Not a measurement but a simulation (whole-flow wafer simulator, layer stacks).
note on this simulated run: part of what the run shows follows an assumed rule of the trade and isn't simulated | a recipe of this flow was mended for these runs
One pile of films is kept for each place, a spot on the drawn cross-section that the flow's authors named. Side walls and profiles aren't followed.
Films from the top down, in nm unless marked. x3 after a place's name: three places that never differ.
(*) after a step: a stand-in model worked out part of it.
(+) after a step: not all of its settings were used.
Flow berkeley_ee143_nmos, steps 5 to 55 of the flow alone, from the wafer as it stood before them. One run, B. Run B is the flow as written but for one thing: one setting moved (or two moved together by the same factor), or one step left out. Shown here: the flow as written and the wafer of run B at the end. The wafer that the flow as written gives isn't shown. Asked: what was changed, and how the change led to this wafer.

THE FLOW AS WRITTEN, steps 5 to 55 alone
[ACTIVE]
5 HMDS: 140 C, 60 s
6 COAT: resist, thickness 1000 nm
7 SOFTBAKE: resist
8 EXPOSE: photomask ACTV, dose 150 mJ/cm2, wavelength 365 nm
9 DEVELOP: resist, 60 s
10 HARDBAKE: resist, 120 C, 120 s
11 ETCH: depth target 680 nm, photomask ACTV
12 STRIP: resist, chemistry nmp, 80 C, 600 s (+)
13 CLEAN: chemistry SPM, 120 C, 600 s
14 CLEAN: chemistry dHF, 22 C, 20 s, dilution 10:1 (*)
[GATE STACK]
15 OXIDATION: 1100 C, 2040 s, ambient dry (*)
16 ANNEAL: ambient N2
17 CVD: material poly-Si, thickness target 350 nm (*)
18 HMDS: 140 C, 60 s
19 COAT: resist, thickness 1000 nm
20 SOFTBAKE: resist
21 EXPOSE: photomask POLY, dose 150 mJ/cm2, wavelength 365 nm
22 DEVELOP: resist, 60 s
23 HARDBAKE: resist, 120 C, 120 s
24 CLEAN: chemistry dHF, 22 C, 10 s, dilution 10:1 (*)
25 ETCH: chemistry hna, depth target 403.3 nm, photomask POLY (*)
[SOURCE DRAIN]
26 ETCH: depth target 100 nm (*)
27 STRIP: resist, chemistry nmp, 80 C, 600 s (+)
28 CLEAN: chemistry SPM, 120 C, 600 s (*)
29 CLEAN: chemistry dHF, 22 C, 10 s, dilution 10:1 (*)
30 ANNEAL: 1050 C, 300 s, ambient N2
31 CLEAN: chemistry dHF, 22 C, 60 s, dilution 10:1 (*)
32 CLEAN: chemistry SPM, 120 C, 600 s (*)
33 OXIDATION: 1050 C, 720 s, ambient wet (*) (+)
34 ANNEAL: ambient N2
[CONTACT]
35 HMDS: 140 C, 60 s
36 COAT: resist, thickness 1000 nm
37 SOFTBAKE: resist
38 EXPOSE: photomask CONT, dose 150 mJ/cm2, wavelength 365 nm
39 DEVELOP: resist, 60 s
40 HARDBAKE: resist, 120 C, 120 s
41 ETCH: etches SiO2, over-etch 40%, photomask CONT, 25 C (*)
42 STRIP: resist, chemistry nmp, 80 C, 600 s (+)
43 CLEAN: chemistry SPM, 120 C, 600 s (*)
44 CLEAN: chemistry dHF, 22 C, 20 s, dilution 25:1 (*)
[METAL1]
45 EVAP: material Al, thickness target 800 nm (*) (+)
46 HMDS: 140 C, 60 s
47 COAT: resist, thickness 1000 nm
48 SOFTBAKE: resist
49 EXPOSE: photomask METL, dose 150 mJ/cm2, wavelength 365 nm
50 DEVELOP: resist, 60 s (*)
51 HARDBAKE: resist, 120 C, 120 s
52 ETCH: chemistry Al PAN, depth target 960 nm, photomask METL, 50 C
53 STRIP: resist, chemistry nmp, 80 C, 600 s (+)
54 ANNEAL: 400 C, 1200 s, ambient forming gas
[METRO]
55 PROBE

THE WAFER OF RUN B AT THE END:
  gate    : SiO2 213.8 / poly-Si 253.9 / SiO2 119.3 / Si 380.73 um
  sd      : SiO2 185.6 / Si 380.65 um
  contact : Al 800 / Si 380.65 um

The cause: step 11, ETCH: depth target 480 nm was run, where the flow has depth target 680 nm.

How the change led to this, step by step:
  11 ETCH: depth target 680 nm, photomask ACTV
      gate, sd, contact: SiO2 -480 (as written it would be: SiO2 -566.4 (all of it))
  13 CLEAN: chemistry SPM, 120 C, 600 s
      gate, sd, contact: nothing (as written it would be: chemical SiO2 +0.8 (new film), Si -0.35)
  14 CLEAN: chemistry dHF, 22 C, 20 s, dilution 10:1 (*)
      gate, sd, contact: SiO2 -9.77 (as written it would be: chemical SiO2 -0.8 (all of it))
  15 OXIDATION: 1100 C, 2040 s, ambient dry (*)
      gate, sd, contact: SiO2 +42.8, Si -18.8 (as written it would be: SiO2 +79.7 (new film), Si -35.1)
  19 COAT: resist, thickness 1000 nm
      field: resist +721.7 (new film) (as written it would be: resist +689.8 (new film))
  22 DEVELOP: resist, 60 s
      field: resist -721.7 (all of it) (as written it would be: resist -689.8 (all of it))
  26 ETCH: depth target 100 nm (*)
      sd, contact: SiO2 -100 (as written it would be: SiO2 -78.6 (all of it))
  28 CLEAN: chemistry SPM, 120 C, 600 s (*)
      sd, contact: nothing (as written it would be: chemical SiO2 +0.8 (new film), Si -0.35)
  29 CLEAN: chemistry dHF, 22 C, 10 s, dilution 10:1 (*)
      sd, contact: SiO2 -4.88 (as written it would be: chemical SiO2 -0.8 (all of it))
  31 CLEAN: chemistry dHF, 22 C, 60 s, dilution 10:1 (*)
      sd, contact: SiO2 -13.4 (all of it) (as written it would be: nothing)
  36 COAT: resist, thickness 1000 nm
      gate: resist +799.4 (new film) (as written it would be: resist +822.5 (new film))
      field: resist +871.5 (new film) (as written it would be: resist +850.4 (new film))
  40 HARDBAKE: resist, 120 C, 120 s
      gate: resist -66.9 (as written it would be: resist -69)
      field: resist -73.3 (as written it would be: resist -71.4)
  42 STRIP: resist, chemistry nmp, 80 C, 600 s (+)
      gate: resist -732 (all of it) (as written it would be: resist -753.2 (all of it))
      field: resist -797.8 (all of it) (as written it would be: resist -778.6 (all of it))
  47 COAT: resist, thickness 1000 nm
      gate: resist +812.7 (new film) (as written it would be: resist +834.7 (new film))
      field: resist +874.4 (new film) (as written it would be: resist +854.5 (new film))
  50 DEVELOP: resist, 60 s (*)
      gate: resist -812.7 (all of it), Al -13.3 (as written it would be: resist -834.7 (all of it), Al -13.3)
      field: resist -874.4 (all of it), Al -13.3 (as written it would be: resist -854.5 (all of it), Al -13.3)
